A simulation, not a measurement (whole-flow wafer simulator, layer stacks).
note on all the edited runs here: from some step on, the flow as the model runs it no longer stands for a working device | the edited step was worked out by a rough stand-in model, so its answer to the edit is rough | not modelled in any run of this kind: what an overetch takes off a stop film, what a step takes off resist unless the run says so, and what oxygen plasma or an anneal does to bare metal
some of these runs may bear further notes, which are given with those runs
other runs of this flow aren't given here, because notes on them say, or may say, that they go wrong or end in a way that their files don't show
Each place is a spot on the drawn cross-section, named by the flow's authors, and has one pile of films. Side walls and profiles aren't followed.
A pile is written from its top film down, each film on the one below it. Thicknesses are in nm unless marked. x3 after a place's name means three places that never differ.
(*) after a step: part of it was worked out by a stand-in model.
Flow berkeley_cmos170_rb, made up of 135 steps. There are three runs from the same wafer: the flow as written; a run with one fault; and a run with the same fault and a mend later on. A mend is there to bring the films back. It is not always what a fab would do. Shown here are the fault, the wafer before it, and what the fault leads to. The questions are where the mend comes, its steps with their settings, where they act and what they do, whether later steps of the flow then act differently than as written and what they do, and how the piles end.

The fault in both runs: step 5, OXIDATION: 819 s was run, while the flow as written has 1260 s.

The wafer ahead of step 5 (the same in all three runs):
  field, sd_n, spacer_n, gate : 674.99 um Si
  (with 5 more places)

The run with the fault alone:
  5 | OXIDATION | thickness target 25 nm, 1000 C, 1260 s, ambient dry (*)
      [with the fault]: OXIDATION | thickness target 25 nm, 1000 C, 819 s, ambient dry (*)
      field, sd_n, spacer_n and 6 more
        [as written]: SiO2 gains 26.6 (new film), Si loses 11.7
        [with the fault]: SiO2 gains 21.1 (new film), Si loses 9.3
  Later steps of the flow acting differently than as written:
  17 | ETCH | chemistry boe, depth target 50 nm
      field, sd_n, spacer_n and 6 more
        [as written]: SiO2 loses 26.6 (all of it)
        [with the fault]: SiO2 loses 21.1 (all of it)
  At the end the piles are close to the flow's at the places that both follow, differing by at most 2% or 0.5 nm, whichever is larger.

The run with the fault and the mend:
  The mend follows step 5.
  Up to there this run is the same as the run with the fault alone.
  5a | OXIDATION | thickness target 25 nm, 1000 C, 441 s, ambient dry (*) (the flow's step 5 again, with other settings)
      field, sd_n, spacer_n and 6 more
        SiO2 gains 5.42, Si loses 2.39
  Every later step of the flow that is run acts as written at every place that is followed.
  At every place that both follow, the piles at the end match the flow's.
